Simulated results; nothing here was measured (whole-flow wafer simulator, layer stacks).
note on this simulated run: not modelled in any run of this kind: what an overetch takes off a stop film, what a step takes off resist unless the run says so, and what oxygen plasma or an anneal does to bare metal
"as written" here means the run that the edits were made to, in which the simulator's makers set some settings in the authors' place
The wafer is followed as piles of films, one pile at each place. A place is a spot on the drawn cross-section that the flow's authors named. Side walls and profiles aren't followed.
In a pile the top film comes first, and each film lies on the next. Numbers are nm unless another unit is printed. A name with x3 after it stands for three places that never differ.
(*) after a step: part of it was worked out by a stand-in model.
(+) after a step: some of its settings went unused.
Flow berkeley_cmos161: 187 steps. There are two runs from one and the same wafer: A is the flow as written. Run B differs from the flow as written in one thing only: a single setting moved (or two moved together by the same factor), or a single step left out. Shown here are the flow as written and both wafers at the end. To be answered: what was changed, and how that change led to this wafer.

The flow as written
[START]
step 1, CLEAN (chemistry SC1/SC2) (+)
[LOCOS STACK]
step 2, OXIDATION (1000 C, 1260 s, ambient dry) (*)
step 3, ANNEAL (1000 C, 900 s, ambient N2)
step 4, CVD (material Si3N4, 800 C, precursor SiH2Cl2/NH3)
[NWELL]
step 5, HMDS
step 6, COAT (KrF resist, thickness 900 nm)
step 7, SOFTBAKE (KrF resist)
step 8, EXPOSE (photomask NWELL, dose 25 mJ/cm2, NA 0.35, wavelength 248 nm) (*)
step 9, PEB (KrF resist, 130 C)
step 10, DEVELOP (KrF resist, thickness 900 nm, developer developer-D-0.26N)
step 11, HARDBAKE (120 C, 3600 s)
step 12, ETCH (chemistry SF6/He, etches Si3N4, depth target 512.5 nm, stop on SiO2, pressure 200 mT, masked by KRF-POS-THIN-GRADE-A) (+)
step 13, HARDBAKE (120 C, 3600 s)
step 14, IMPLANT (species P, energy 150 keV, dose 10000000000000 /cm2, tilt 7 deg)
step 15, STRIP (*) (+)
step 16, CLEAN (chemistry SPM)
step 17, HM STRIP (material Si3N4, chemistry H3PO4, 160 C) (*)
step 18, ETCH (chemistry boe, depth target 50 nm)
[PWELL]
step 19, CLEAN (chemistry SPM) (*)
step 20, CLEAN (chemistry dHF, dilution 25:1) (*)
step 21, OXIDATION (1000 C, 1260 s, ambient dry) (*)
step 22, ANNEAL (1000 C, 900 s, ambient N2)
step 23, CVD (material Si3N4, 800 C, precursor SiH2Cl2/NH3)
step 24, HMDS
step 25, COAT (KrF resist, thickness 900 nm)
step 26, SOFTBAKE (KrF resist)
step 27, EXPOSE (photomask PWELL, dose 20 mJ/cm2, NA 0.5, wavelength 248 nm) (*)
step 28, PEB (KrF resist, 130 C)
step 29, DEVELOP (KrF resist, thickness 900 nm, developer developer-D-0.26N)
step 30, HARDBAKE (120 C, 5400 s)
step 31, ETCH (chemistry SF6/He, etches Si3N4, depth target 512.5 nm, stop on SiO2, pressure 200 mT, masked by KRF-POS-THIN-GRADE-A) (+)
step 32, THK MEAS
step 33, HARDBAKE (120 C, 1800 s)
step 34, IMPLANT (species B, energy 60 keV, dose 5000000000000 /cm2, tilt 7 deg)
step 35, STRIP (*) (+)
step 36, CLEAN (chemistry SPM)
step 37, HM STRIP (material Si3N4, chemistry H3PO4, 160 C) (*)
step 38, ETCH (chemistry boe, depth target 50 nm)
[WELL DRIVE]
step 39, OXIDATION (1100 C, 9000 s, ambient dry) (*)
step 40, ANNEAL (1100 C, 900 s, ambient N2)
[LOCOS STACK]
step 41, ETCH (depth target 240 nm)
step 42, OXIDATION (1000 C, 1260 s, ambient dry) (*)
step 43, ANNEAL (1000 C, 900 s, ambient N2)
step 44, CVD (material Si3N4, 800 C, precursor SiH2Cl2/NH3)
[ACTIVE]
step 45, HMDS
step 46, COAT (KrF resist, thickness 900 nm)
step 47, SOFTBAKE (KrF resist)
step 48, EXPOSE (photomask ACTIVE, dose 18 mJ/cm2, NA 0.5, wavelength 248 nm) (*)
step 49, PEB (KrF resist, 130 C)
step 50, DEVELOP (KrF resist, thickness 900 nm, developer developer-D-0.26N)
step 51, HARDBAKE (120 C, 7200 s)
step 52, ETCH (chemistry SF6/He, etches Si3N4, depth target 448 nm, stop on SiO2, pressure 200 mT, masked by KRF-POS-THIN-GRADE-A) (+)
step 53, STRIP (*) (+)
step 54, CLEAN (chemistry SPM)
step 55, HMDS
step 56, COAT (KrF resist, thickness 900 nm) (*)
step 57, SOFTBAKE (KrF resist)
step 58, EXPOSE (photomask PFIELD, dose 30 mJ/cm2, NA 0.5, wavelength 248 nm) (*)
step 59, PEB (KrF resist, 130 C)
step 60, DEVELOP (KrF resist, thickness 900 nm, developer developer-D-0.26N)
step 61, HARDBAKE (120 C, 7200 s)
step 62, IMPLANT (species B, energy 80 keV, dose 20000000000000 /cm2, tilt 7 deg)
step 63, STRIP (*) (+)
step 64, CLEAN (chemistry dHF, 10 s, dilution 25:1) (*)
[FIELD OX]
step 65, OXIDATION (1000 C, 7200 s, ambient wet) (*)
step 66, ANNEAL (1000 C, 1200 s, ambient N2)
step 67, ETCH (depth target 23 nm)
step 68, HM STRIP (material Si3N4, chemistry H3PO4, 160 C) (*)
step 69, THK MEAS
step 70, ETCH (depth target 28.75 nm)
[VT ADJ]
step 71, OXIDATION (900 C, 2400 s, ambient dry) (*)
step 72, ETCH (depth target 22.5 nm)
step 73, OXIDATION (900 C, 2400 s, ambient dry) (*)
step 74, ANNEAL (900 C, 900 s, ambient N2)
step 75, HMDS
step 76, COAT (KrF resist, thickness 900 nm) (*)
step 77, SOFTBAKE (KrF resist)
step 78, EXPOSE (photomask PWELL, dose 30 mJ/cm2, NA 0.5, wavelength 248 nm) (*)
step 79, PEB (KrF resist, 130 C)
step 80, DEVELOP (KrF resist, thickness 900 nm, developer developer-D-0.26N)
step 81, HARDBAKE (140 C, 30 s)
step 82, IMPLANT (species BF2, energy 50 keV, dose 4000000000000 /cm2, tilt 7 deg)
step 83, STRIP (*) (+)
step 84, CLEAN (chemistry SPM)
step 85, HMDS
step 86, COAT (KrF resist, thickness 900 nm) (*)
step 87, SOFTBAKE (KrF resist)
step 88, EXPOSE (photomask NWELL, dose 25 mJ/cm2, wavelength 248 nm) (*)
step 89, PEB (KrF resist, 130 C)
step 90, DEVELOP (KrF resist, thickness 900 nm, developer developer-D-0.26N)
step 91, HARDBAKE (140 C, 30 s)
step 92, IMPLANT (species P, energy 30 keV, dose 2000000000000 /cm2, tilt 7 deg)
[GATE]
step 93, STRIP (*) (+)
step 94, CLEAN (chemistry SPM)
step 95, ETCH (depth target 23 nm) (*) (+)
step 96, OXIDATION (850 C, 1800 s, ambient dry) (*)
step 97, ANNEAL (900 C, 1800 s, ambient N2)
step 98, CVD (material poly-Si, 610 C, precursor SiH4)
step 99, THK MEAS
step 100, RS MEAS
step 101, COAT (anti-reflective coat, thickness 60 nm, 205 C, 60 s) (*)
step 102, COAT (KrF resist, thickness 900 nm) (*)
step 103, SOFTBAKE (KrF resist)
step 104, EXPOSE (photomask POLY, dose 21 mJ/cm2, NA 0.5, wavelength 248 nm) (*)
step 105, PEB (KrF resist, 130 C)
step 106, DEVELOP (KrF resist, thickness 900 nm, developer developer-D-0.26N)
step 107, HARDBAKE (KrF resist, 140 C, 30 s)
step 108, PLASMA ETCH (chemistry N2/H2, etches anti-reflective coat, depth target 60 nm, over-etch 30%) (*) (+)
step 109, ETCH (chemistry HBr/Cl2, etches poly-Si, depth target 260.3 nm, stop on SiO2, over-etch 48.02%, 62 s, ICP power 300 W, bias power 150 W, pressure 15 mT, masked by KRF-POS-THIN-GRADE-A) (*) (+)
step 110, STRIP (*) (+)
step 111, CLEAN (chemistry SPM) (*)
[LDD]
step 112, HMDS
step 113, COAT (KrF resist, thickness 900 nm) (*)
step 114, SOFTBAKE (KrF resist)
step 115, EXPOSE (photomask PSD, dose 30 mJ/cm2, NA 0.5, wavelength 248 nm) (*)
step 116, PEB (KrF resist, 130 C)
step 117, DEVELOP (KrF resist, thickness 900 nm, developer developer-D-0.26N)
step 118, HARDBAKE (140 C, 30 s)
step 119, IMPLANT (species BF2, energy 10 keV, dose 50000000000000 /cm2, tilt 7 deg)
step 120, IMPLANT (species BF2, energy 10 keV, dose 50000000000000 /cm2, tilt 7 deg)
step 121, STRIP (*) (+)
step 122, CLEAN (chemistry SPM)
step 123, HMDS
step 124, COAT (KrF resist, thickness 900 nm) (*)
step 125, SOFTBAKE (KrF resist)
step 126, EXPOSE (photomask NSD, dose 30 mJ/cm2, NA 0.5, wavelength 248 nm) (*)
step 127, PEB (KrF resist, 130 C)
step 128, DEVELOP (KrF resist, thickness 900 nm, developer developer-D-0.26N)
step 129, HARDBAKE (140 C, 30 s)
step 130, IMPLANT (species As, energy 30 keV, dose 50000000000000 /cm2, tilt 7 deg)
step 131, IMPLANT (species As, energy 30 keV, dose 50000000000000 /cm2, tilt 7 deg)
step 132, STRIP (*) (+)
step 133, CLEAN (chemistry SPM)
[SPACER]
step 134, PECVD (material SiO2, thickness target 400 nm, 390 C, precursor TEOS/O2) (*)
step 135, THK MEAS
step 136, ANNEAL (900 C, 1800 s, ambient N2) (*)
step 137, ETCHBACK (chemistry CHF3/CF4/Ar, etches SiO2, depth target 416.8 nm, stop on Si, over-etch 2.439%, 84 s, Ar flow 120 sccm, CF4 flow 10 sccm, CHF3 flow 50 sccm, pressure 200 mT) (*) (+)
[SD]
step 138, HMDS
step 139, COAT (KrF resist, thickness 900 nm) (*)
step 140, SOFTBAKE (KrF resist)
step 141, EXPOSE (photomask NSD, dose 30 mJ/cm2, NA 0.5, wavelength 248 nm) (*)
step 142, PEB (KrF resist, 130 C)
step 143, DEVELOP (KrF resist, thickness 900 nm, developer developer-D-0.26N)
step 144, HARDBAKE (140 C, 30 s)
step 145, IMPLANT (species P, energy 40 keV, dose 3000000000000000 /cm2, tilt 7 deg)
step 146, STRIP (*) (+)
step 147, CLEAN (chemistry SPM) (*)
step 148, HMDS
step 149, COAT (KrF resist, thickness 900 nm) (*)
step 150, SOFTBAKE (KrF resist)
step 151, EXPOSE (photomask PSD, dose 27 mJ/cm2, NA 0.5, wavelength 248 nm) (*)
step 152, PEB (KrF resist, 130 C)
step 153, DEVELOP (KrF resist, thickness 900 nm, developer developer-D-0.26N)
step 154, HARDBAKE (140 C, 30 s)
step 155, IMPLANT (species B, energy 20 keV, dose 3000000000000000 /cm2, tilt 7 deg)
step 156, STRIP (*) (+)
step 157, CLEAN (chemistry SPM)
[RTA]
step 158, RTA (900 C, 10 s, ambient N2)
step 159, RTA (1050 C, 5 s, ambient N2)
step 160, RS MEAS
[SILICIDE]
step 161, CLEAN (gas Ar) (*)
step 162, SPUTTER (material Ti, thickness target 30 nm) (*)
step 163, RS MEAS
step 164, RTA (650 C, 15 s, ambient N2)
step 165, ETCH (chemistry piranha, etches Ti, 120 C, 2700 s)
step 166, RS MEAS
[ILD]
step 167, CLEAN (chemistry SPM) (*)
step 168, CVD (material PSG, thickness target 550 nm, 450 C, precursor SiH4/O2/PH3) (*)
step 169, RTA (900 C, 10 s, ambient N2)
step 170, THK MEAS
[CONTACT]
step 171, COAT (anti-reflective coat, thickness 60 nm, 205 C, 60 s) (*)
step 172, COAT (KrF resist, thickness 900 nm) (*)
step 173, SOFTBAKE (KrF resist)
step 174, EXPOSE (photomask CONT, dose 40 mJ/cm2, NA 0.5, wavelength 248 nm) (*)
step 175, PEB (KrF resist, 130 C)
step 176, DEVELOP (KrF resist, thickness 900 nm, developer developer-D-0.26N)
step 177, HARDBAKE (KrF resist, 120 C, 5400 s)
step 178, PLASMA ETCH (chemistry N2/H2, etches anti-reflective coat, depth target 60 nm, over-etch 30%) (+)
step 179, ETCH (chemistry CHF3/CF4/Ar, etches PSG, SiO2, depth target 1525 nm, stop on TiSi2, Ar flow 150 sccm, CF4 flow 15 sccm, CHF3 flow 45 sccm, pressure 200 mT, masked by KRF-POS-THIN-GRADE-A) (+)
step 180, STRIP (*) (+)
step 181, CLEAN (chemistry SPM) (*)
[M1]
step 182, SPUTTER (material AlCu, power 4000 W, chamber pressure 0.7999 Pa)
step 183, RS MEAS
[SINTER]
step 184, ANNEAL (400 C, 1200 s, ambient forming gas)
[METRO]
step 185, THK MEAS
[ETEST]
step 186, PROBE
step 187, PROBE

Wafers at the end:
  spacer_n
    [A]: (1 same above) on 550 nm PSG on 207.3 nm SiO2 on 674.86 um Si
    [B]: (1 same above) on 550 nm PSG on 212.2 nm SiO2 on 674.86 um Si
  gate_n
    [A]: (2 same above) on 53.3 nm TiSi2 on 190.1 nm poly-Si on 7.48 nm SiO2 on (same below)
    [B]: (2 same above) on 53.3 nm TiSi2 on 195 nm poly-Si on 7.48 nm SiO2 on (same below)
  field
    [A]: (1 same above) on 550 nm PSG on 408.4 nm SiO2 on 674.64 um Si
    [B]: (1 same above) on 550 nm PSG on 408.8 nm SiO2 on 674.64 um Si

The reason: step 98, CVD: 611 C was run, while the flow as written has 610 C.

How this came from the change, step by step:
  step 137, ETCHBACK (chemistry CHF3/CF4/Ar, etches SiO2, depth target 416.8 nm, stop on Si, over-etch 2.439%, 84 s, Ar flow 120 sccm, CF4 flow 10 sccm, CHF3 flow 50 sccm, pressure 200 mT) (*) (+)
      spacer_n: A SiO2 loses 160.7 | B SiO2 loses 156.1
      spacer_p: A SiO2 loses 160.7 | B SiO2 loses 156.2
